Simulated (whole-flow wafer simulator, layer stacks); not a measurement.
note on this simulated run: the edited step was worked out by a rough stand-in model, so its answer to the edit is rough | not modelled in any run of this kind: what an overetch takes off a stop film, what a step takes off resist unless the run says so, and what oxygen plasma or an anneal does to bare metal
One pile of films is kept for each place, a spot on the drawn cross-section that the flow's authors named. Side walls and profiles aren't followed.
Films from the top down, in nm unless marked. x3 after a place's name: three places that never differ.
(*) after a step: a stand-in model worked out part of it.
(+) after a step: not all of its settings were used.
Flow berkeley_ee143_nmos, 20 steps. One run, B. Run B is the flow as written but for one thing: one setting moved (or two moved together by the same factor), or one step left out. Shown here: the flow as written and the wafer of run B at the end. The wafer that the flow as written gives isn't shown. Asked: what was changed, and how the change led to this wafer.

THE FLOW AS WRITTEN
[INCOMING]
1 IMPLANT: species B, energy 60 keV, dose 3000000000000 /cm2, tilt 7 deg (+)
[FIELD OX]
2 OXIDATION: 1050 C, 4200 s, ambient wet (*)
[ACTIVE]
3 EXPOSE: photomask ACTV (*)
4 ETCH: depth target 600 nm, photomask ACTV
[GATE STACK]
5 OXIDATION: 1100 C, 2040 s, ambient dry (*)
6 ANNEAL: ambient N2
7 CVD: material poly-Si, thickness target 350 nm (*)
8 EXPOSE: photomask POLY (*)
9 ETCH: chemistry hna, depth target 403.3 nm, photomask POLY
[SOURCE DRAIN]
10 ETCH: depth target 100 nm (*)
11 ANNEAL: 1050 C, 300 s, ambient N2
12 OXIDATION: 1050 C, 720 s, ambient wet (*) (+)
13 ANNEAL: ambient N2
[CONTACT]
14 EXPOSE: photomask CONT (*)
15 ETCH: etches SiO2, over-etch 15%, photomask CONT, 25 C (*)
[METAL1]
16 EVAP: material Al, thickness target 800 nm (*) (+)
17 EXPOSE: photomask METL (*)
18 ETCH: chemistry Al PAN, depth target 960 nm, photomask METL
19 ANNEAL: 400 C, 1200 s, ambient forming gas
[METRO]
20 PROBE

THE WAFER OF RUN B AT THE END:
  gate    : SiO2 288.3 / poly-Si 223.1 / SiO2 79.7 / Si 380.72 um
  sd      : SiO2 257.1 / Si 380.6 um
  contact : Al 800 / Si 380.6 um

The cause: step 12, OXIDATION: 1116 s was run, where the flow has 720 s.

How the change led to this, step by step:
  12 OXIDATION: 1050 C, 720 s, ambient wet (*) (+)
      sd, contact: SiO2 +257.1 (new film), Si -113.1 (as written it would be: SiO2 +189.4 (new film), Si -83.4)
      gate: SiO2 +288.3 (new film), poly-Si -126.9 (as written it would be: SiO2 +217.6 (new film), poly-Si -95.7)
      (and at 1 more place)
  15 ETCH: etches SiO2, over-etch 15%, photomask CONT, 25 C (*)
      contact: SiO2 -257.1 (all of it) (as written it would be: SiO2 -189.4 (all of it))
